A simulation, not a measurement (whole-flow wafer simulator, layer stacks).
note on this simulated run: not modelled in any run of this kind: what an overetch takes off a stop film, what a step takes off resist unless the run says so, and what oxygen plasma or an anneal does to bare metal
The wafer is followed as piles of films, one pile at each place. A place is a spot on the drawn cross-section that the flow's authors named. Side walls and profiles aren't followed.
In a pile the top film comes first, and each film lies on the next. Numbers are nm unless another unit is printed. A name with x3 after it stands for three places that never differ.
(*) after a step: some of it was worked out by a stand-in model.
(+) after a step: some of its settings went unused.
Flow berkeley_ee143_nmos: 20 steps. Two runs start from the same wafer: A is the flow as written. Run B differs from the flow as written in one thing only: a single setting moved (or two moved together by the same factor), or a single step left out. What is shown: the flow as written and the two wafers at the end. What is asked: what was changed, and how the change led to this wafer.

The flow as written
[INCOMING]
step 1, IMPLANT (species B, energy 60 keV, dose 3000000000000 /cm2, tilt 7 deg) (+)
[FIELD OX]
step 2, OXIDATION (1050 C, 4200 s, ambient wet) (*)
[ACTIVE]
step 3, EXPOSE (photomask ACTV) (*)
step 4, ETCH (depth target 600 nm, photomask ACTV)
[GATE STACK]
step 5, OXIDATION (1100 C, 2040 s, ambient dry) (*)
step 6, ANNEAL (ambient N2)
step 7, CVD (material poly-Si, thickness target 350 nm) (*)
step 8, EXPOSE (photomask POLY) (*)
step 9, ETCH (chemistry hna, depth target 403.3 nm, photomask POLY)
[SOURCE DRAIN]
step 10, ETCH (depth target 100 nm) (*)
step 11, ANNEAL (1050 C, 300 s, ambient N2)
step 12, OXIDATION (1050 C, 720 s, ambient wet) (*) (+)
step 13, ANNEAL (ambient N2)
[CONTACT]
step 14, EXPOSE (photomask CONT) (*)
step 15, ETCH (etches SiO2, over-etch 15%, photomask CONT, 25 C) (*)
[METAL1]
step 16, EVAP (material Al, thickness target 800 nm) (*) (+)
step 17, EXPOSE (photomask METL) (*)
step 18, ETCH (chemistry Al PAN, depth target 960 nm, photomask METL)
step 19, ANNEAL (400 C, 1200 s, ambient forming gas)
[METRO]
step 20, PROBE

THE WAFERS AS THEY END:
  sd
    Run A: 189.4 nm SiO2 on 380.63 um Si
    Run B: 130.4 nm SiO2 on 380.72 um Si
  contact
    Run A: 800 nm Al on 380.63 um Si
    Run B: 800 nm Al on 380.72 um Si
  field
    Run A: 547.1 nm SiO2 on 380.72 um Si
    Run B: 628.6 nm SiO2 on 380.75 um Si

Cause: step 9, ETCH: depth target 327.7 nm was run, while the flow as written has depth target 403.3 nm.

How this came from the change, step by step:
  step 9, ETCH (chemistry hna, depth target 403.3 nm, photomask POLY)
      sd, contact, field: A -350 poly-Si (all of it) | B -327.7 poly-Si
  step 10, ETCH (depth target 100 nm) (*)
      sd, contact: A -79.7 SiO2 (all of it) | B nothing
      field: A -100 SiO2 | B nothing
  step 12, OXIDATION (1050 C, 720 s, ambient wet) (*) (+)
      sd, contact: A +189.4 SiO2 (new film), -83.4 Si | B -22.3 poly-Si (all of it), +50.7 SiO2
      field: A +69.1 SiO2, -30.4 Si | B -22.3 poly-Si (all of it), +50.7 SiO2
  step 15, ETCH (etches SiO2, over-etch 15%, photomask CONT, 25 C) (*)
      contact: A -189.4 SiO2 (all of it) | B -130.4 SiO2 (all of it)
